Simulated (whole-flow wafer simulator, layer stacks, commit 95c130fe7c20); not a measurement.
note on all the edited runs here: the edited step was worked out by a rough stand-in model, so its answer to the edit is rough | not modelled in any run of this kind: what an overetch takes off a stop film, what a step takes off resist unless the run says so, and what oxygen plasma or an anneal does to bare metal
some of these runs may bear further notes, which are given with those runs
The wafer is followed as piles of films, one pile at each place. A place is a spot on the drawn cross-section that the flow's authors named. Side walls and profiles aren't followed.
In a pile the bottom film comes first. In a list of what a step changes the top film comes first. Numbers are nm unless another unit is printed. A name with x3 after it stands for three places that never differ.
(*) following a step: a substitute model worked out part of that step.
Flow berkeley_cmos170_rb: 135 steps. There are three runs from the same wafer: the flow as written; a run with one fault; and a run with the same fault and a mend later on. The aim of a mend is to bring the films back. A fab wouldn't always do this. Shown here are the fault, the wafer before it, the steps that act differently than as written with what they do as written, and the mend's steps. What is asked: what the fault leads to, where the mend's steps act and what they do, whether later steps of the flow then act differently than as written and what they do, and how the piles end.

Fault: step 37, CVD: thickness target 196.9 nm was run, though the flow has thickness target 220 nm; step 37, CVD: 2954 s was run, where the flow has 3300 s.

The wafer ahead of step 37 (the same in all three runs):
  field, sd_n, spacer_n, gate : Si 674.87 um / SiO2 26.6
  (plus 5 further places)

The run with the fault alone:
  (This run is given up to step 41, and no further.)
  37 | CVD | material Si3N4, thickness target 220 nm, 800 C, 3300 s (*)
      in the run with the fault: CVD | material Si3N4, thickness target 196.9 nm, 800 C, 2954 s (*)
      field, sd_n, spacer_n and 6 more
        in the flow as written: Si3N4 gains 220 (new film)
        in the run with the fault: Si3N4 gains 196.9 (new film)
  Every later step of the flow up to step 41 that is run acts as written at every place that is followed.
  Once step 41 is done, the piles at field, sd_n, spacer_n and 6 more depart from the flow's by more than 2% or 0.5 nm, whichever is larger.
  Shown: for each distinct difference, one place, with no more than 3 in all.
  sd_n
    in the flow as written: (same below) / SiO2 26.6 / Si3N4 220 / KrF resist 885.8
    in the run with the fault: (same below) / SiO2 26.6 / Si3N4 196.9 / KrF resist 885.8
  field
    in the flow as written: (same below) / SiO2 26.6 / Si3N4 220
    in the run with the fault: (same below) / SiO2 26.6 / Si3N4 196.9

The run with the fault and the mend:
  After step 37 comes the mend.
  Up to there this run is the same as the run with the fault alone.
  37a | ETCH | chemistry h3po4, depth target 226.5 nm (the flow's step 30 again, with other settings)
      field, sd_n, spacer_n and 6 more
        Si3N4 loses 196.9 (all of it)
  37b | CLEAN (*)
      does not change any film at any place that is followed
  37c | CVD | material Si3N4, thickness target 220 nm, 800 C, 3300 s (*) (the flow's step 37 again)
      field, sd_n, spacer_n and 6 more
        Si3N4 gains 220 (new film)
  Every later step of the flow that is run acts as written at every place that is followed.
  At every place that both follow, the piles at the end match the flow's.
